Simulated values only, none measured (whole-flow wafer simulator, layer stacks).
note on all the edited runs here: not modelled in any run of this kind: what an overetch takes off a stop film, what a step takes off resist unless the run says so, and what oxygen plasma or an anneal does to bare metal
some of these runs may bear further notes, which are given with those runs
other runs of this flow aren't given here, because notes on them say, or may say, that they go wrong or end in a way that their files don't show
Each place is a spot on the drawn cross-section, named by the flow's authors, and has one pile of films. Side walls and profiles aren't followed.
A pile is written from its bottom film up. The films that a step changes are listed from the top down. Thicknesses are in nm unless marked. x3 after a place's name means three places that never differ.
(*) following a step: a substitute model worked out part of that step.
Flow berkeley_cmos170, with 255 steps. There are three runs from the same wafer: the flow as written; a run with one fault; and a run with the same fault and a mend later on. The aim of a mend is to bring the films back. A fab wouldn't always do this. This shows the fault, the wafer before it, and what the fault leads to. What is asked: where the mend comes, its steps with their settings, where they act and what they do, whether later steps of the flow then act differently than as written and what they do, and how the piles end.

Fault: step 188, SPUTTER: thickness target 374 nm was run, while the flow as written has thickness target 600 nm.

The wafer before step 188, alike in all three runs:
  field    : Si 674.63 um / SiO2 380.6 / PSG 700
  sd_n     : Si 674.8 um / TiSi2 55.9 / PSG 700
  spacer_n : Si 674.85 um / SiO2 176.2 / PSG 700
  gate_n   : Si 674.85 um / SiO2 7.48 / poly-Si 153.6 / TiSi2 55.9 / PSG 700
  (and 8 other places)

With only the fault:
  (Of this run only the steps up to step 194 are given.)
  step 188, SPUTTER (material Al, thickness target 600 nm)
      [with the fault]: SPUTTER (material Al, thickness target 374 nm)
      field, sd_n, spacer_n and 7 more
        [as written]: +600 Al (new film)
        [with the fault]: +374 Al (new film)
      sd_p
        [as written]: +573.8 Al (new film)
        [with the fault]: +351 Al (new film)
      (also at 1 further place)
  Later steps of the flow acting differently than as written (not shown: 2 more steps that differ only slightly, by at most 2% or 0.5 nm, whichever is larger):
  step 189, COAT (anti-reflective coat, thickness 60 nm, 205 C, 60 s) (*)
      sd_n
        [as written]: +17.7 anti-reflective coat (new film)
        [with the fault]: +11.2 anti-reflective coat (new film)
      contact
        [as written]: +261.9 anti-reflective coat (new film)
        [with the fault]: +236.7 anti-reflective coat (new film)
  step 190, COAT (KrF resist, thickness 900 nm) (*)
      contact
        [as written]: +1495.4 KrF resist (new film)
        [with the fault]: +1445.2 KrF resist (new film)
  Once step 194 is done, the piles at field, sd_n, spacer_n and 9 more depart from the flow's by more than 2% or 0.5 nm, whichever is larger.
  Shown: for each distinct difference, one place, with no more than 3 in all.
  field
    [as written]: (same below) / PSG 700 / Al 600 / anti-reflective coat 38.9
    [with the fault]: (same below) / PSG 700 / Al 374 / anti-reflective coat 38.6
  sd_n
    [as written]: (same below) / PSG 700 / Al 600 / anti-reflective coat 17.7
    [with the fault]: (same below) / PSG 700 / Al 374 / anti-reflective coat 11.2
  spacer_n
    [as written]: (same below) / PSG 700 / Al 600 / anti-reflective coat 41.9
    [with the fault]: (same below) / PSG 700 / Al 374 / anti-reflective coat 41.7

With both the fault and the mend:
  The mend stands after step 188.
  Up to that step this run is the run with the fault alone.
  step 188a, ETCH (chemistry al pan, depth target 429.8 nm)
      field, sd_n, spacer_n and 7 more
        -374 Al (all of it)
      sd_p
        -351 Al (all of it)
      contact
        -263.4 Al (all of it)
  step 188b, SPUTTER (material Al, thickness target 600 nm) (the flow's step 188 again)
      field, sd_n, spacer_n and 7 more
        +600 Al (new film)
      sd_p
        +573.8 Al (new film)
      contact
        +415.7 Al (new film)
  Every later step of the flow that is run acts as written at every place that is followed.
  By the end, the piles equal the flow's at every place that both follow.
